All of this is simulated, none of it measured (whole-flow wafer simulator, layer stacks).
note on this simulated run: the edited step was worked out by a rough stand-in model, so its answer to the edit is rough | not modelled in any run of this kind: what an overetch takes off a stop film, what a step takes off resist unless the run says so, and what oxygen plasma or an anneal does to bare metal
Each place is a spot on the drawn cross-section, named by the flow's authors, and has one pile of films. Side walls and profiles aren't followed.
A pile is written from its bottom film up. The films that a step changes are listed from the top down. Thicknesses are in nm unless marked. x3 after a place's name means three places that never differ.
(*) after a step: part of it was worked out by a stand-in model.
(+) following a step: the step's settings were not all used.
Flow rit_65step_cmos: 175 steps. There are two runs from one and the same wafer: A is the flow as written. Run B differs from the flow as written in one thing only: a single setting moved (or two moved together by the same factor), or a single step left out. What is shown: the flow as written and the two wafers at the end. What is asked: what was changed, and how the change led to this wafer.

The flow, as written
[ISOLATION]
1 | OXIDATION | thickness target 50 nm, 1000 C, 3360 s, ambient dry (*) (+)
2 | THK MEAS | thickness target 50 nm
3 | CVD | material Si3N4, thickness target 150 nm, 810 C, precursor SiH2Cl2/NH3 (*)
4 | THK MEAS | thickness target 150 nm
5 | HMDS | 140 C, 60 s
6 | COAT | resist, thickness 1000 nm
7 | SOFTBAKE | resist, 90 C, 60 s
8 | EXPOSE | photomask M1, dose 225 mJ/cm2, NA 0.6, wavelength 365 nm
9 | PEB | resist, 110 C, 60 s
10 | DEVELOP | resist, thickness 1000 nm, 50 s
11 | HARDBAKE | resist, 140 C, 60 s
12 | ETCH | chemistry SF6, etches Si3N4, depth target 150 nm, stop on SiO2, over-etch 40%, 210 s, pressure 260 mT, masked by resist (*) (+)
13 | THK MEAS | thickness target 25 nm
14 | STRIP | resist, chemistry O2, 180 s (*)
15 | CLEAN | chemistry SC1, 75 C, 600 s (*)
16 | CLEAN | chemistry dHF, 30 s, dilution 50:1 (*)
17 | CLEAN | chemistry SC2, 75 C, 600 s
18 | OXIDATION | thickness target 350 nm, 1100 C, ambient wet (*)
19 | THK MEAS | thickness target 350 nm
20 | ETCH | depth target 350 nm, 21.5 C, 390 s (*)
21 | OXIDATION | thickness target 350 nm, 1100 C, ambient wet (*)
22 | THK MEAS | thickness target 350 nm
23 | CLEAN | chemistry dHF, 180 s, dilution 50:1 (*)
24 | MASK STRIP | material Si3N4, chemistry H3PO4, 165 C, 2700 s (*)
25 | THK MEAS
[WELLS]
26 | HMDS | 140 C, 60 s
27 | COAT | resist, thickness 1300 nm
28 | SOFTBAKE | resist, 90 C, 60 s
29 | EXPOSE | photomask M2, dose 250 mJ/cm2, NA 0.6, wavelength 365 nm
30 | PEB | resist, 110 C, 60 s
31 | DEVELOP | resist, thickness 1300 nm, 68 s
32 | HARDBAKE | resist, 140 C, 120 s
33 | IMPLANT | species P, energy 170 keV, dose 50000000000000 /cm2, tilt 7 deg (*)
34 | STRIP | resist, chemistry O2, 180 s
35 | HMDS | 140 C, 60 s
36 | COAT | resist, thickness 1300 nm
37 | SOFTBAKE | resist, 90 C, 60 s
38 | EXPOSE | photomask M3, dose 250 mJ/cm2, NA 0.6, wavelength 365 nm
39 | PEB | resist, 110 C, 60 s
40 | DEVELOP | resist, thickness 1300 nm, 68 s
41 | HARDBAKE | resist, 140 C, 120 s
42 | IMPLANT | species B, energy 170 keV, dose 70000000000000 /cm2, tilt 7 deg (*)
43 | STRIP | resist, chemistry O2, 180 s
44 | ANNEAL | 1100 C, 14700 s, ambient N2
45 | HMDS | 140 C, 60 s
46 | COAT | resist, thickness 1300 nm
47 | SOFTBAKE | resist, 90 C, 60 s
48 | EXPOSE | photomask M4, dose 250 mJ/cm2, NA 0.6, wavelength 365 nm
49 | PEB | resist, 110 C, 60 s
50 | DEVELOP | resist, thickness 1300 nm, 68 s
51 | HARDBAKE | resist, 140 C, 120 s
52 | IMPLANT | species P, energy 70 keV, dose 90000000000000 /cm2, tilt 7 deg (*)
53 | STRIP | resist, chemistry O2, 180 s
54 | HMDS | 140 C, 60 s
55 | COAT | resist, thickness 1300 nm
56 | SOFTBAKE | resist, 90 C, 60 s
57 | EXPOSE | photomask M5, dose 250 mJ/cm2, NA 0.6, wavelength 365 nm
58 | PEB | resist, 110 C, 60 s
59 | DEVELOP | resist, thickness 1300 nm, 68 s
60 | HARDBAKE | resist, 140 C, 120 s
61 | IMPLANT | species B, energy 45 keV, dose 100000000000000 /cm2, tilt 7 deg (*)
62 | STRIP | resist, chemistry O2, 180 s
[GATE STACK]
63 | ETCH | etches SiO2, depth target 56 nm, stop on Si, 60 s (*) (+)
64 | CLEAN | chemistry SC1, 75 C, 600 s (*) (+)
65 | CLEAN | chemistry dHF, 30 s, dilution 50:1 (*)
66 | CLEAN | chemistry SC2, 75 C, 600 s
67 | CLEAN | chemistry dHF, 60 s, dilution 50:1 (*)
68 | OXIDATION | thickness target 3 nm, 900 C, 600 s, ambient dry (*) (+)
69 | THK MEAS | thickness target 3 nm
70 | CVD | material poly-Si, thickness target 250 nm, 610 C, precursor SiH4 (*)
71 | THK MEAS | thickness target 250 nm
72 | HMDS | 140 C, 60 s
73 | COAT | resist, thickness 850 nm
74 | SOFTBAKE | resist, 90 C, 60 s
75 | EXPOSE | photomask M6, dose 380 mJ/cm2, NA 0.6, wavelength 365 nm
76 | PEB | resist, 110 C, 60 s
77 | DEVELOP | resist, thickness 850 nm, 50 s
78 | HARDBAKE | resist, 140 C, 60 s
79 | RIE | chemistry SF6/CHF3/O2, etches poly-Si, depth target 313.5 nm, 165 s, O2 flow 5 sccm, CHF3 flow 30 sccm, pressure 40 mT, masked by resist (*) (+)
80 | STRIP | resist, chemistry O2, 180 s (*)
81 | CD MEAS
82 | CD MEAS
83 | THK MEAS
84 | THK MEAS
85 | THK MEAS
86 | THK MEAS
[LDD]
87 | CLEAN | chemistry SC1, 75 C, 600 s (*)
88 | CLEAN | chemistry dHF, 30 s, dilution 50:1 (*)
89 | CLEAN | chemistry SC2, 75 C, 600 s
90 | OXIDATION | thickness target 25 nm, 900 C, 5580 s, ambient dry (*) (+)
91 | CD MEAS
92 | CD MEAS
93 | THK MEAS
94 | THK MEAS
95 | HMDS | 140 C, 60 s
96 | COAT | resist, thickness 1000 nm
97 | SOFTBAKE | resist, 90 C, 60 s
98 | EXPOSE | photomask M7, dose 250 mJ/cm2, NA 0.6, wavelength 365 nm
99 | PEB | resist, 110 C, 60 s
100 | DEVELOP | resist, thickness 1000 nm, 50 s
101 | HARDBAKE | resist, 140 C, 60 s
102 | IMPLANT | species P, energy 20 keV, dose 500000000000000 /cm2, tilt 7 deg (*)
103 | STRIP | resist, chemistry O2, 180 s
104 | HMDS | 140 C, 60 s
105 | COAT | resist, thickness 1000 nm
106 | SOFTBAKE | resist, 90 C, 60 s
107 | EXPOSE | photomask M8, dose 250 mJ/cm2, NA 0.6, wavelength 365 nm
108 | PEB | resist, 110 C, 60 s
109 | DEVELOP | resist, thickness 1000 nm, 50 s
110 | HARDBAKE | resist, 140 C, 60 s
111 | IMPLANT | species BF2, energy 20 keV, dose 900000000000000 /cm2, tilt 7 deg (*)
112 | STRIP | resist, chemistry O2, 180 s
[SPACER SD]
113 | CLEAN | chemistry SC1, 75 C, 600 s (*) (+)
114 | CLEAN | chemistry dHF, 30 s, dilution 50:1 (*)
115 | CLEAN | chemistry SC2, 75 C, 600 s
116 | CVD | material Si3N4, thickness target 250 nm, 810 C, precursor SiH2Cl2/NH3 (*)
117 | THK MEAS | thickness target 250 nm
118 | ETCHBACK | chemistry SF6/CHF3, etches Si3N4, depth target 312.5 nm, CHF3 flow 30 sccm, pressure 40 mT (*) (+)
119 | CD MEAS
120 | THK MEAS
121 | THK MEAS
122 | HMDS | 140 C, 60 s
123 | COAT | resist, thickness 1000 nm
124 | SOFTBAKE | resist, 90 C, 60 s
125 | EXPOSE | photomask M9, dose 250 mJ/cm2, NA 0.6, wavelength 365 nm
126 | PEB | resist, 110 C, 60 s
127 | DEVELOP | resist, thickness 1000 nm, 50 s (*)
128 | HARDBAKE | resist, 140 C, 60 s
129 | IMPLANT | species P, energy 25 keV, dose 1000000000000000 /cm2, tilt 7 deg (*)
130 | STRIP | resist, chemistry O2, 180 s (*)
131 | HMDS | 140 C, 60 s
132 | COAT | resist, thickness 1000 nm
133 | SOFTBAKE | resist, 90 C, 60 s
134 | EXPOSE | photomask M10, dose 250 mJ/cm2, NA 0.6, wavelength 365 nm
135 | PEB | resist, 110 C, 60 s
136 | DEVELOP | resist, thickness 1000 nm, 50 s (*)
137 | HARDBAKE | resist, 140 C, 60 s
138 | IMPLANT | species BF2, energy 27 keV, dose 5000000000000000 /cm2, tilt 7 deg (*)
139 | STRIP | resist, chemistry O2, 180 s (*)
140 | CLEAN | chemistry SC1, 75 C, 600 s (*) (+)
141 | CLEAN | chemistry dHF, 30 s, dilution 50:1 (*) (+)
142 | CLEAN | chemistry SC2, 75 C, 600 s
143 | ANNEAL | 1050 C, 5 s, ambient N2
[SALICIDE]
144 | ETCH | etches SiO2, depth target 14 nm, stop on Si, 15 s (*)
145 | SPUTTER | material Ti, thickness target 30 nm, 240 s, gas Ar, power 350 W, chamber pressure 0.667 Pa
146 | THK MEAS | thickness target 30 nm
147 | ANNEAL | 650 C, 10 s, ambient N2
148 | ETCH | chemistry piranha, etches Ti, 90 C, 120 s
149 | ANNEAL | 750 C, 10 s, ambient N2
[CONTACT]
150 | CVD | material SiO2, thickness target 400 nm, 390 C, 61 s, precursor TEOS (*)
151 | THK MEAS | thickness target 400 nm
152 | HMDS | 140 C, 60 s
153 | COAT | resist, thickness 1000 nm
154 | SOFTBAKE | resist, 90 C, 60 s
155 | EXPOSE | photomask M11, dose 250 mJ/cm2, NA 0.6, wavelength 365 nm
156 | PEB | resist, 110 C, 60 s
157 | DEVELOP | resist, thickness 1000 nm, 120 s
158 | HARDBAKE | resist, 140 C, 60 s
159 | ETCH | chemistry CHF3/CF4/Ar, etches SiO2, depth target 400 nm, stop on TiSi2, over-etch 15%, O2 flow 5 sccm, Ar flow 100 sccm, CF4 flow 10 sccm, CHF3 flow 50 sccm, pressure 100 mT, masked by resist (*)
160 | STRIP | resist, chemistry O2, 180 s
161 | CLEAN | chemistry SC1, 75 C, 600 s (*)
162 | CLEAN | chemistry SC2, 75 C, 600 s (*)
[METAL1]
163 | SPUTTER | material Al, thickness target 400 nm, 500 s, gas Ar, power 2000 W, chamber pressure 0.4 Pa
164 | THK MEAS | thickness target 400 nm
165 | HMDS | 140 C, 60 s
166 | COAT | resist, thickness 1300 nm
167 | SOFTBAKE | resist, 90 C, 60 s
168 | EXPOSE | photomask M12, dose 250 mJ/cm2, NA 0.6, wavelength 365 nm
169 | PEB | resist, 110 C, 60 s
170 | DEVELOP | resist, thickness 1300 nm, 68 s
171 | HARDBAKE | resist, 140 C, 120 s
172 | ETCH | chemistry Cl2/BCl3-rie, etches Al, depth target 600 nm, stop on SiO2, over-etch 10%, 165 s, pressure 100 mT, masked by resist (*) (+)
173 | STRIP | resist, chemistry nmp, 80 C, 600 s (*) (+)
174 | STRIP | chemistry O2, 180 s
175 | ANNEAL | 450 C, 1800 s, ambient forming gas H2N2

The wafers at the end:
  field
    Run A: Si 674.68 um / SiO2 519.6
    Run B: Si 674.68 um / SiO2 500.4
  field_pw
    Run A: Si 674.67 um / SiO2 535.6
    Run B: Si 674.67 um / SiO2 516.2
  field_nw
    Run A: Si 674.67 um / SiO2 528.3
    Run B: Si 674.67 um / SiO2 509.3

The reason: step 116, CVD: thickness target 225 nm was run, though the flow has thickness target 250 nm.

Step by step, how the change led to this:
  116 | CVD | material Si3N4, thickness target 250 nm, 810 C, precursor SiH2Cl2/NH3 (*)
      field, field_pw, field_nw and 11 more: A +250 Si3N4 (new film) | B +225 Si3N4 (new film)
  118 | ETCHBACK | chemistry SF6/CHF3, etches Si3N4, depth target 312.5 nm, CHF3 flow 30 sccm, pressure 40 mT (*) (+)
      field, field_pw, field_nw, field_p: A -250 Si3N4 (all of it), -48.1 SiO2 | B -225 Si3N4 (all of it), -67.3 SiO2
      gate_n: A -250 Si3N4 (all of it), -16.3 SiO2 (all of it), -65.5 poly-Si | B -225 Si3N4 (all of it), -16.3 SiO2 (all of it), -105.2 poly-Si
      (also at 1 further place)
  123 | COAT | resist, thickness 1000 nm
      gate_n: A +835 resist (new film) | B +868.3 resist (new film)
      gate_p: A +836.1 resist (new film) | B +869.4 resist (new film)
      (also at 2 further places)
  126 | PEB | resist, 110 C, 60 s
      gate_n: A -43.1 resist | B -44.8 resist
      gate_p: A -43.1 resist | B -44.9 resist
      (also at 2 further places)
  127 | DEVELOP | resist, thickness 1000 nm, 50 s (*)
      gate_n: A -791.9 resist (all of it) | B -823.4 resist (all of it)
      spacer: A -772.3 resist (all of it) | B -790.1 resist (all of it)
  128 | HARDBAKE | resist, 140 C, 60 s
      gate_p: A -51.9 resist | B -54.2 resist
      spacer_p: A -50.4 resist | B -51.7 resist
  130 | STRIP | resist, chemistry O2, 180 s (*)
      gate_p: A +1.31 chemical SiO2 (new film), -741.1 resist (all of it), -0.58 poly-Si | B +1.31 chemical SiO2 (new film), -770.2 resist (all of it), -0.58 poly-Si
      spacer_p: A -722.3 resist (all of it) | B -738.8 resist (all of it)
  132 | COAT | resist, thickness 1000 nm
      gate_n: A +834.8 resist (new film) | B +868.1 resist (new film)
      gate_p: A +835.9 resist (new film) | B +869.2 resist (new film)
      (also at 2 further places)
  135 | PEB | resist, 110 C, 60 s
      spacer, spacer_p: A -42 resist | B -43 resist
      gate_n: A -43.1 resist | B -44.8 resist
      (also at 1 further place)
  136 | DEVELOP | resist, thickness 1000 nm, 50 s (*)
      gate_p: A -792.8 resist (all of it) | B -824.3 resist (all of it)
      spacer_p: A -773.3 resist (all of it) | B -791.1 resist (all of it)
  137 | HARDBAKE | resist, 140 C, 60 s
      gate_n: A -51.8 resist | B -54.1 resist
      spacer: A -50.4 resist | B -51.7 resist
  139 | STRIP | resist, chemistry O2, 180 s (*)
      gate_n: A -740 resist (all of it), +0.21 chemical SiO2, -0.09 poly-Si | B -769.1 resist (all of it), +0.21 chemical SiO2, -0.09 poly-Si
      spacer: A -722.5 resist (all of it) | B -738.9 resist (all of it)
  145 | SPUTTER | material Ti, thickness target 30 nm, 240 s, gas Ar, power 350 W, chamber pressure 0.667 Pa
      gate_n: A +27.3 Ti (new film) | B +24.6 Ti (new film)
      gate_p: A +27.2 Ti (new film) | B +24.5 Ti (new film)
  147 | ANNEAL | 650 C, 10 s, ambient N2
      gate_n: A -21.3 Ti, +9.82 TiSi first (new film), +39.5 TiSi2 C49 (new film), -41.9 poly-Si | B -19.2 Ti, +4.38 TiSi first (new film), +42.3 TiSi2 C49 (new film), -40.8 poly-Si
      gate_p: A -21.2 Ti, +9.56 TiSi first (new film), +39.6 TiSi2 C49 (new film), -41.9 poly-Si | B -19.1 Ti, +4.17 TiSi first (new film), +42.4 TiSi2 C49 (new film), -40.7 poly-Si
  148 | ETCH | chemistry piranha, etches Ti, 90 C, 120 s
      gate_n: A -6 Ti (all of it), -0.1 TiSi first | B -5.41 Ti (all of it), -0.1 TiSi first
      gate_p: A -5.97 Ti (all of it), -0.1 TiSi first | B -5.39 Ti (all of it), -0.1 TiSi first
  149 | ANNEAL | 750 C, 10 s, ambient N2
      gate_n: A +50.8 TiSi2 (new film), -9.72 TiSi first (all of it), -39.5 TiSi2 C49 (all of it), -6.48 poly-Si | B +45.8 TiSi2 (new film), -4.28 TiSi first (all of it), -42.3 TiSi2 C49 (all of it), -2.85 poly-Si
      gate_p: A +50.6 TiSi2 (new film), -9.46 TiSi first (all of it), -39.6 TiSi2 C49 (all of it), -6.31 poly-Si | B +45.7 TiSi2 (new film), -4.07 TiSi first (all of it), -42.4 TiSi2 C49 (all of it), -2.71 poly-Si
  ... 3 other steps ...
  160 | STRIP | resist, chemistry O2, 180 s
      gate_n: A -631 resist (all of it) | B -645 resist (all of it)
      gate_p: A -631.4 resist (all of it) | B -645.4 resist (all of it)
      (also at 2 further places)
